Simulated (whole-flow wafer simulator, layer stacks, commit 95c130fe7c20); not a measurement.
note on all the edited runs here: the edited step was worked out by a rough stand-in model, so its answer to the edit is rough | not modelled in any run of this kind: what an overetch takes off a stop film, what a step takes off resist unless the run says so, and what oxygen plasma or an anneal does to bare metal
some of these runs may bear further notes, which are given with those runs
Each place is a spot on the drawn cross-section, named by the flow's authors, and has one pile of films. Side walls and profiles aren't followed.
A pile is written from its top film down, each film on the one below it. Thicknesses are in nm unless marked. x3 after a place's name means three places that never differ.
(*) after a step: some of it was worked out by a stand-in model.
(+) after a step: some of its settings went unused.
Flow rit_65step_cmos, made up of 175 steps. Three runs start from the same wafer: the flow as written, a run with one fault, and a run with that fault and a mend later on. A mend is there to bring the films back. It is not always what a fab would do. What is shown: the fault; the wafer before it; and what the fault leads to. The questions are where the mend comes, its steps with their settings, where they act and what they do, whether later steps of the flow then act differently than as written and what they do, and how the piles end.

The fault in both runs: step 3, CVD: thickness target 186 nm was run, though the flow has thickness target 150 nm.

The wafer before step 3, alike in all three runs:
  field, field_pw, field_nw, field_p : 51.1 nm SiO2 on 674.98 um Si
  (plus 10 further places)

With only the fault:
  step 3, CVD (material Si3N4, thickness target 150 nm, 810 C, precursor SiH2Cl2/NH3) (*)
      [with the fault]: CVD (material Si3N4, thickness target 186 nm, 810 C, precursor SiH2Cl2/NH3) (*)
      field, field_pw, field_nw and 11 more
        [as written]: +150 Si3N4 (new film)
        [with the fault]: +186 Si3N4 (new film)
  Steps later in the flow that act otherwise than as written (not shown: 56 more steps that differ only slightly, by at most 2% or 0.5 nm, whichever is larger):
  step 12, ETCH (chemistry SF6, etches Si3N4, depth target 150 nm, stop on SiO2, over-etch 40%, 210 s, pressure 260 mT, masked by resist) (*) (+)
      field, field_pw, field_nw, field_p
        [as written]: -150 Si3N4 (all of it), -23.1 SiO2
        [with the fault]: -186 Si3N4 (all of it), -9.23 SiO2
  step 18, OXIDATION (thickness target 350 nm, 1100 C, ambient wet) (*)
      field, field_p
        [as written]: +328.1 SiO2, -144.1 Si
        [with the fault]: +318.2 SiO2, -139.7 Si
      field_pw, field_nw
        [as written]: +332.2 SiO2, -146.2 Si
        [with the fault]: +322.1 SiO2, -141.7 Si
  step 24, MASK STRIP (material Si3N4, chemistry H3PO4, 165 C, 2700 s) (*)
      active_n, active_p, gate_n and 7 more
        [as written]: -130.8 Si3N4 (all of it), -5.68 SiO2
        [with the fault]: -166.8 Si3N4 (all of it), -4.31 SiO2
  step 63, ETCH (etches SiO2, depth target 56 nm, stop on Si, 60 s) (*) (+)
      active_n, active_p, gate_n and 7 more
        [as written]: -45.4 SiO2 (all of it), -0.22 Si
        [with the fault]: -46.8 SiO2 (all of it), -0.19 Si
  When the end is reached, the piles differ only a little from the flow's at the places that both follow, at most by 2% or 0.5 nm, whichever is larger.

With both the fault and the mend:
  The mend follows step 4.
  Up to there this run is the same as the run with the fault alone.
  step 4a, ETCHBACK (chemistry SF6/CHF3, etches Si3N4, depth target 36 nm, CHF3 flow 30 sccm, pressure 40 mT) (*) (+)
      field, field_pw, field_nw and 11 more
        -36 Si3N4
  Later steps of the flow that are run all act as written at every place that is followed.
  At every place that both follow, the piles at the end match the flow's.
